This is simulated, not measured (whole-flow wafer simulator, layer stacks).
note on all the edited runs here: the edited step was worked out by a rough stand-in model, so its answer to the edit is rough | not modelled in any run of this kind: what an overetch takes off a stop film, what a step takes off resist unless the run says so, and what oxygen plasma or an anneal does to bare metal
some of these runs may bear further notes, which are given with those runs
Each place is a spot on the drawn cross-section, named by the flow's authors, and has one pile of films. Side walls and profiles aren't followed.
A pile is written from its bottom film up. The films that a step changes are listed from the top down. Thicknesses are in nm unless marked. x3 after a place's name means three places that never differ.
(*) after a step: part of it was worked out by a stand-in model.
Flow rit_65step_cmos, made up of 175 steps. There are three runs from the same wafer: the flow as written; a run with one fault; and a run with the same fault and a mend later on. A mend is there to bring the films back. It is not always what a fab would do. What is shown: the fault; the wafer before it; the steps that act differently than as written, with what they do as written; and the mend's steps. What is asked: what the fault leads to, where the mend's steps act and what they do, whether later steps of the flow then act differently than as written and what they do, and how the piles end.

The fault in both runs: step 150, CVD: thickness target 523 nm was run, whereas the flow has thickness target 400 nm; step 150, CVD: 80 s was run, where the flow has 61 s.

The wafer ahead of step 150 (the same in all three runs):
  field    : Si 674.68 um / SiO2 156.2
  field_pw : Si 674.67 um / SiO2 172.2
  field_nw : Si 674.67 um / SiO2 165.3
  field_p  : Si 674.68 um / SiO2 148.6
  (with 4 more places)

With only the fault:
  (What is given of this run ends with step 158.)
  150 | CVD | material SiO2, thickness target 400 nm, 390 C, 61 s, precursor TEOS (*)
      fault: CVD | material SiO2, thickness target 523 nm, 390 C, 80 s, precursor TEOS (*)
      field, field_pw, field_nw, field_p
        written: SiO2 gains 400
        fault: SiO2 gains 523
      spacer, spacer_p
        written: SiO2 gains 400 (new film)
        fault: SiO2 gains 523 (new film)
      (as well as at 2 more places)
  Every later step of the flow up to step 158 that is run acts as written, at every place that is followed, to within 2% or 0.5 nm, whichever is larger.
  Once step 158 is done, the piles at field, field_pw, field_nw, field_p, gate_n, gate_p, spacer, spacer_p depart from the flow's by more than 2% or 0.5 nm, whichever is larger.
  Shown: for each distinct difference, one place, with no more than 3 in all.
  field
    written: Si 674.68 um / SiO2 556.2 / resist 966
    fault: Si 674.68 um / SiO2 679.2 / resist 966.9
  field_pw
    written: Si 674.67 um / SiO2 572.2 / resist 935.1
    fault: Si 674.67 um / SiO2 695.2 / resist 935.6
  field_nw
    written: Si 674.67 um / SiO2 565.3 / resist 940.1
    fault: Si 674.67 um / SiO2 688.3 / resist 940.6

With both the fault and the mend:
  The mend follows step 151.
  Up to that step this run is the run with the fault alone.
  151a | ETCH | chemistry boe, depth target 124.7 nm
      field, field_pw, field_nw, field_p, gate_n, gate_p, spacer, spacer_p
        SiO2 loses 124.7
  Every later step of the flow that is run acts as written, at every place that is followed, to within 2% or 0.5 nm, whichever is larger.
  When the end is reached, the piles differ only a little from the flow's at the places that both follow, at most by 2% or 0.5 nm, whichever is larger.
